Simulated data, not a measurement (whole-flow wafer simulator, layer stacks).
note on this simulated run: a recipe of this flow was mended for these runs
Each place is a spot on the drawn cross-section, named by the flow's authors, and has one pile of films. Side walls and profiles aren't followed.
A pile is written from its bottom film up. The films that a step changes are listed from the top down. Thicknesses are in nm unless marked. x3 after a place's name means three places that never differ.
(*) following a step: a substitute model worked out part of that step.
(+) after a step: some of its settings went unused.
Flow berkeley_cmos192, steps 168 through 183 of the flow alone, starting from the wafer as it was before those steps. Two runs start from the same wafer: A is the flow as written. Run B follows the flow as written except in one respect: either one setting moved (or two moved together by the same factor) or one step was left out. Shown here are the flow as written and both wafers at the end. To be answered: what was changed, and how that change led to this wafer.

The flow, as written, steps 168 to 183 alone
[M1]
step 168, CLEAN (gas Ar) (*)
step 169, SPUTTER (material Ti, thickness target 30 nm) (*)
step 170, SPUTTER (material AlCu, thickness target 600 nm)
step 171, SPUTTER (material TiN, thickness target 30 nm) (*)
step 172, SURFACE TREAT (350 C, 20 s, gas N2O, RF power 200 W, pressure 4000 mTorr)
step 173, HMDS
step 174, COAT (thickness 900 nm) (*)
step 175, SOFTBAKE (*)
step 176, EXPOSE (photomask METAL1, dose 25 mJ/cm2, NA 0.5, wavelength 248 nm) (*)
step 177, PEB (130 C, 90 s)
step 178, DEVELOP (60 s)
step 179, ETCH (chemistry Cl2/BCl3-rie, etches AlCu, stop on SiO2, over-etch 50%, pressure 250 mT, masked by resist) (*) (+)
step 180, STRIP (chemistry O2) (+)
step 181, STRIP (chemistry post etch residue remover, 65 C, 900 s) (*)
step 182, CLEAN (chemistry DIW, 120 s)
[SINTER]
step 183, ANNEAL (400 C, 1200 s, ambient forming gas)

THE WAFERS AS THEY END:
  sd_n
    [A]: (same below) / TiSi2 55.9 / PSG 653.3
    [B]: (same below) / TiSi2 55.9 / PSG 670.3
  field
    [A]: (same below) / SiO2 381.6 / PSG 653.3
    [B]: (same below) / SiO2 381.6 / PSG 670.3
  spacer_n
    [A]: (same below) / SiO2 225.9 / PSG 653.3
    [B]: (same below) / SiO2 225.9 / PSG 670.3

What caused this: step 179, ETCH: over-etch 29.4% was run, though the flow has over-etch 50%.

The path from the change to this, step by step:
  step 179, ETCH (chemistry Cl2/BCl3-rie, etches AlCu, stop on SiO2, over-etch 50%, pressure 250 mT, masked by resist) (*) (+)
      field, sd_n, spacer_n, gate, spacer_p, gate_p: A TiN loses 30 (all of it), AlCu loses 600 (all of it), Ti loses 30 (all of it), PSG loses 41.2 | B TiN loses 30 (all of it), AlCu loses 600 (all of it), Ti loses 30 (all of it), PSG loses 24.3
      contact, m1: A KrF-resist loses 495 | B KrF-resist loses 427
      (also at 1 further place)
  step 180, STRIP (chemistry O2) (+)
      contact: A KrF-resist loses 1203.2 (all of it) | B KrF-resist loses 1271.2 (all of it)
      m1: A KrF-resist loses 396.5 (all of it) | B KrF-resist loses 464.5 (all of it)
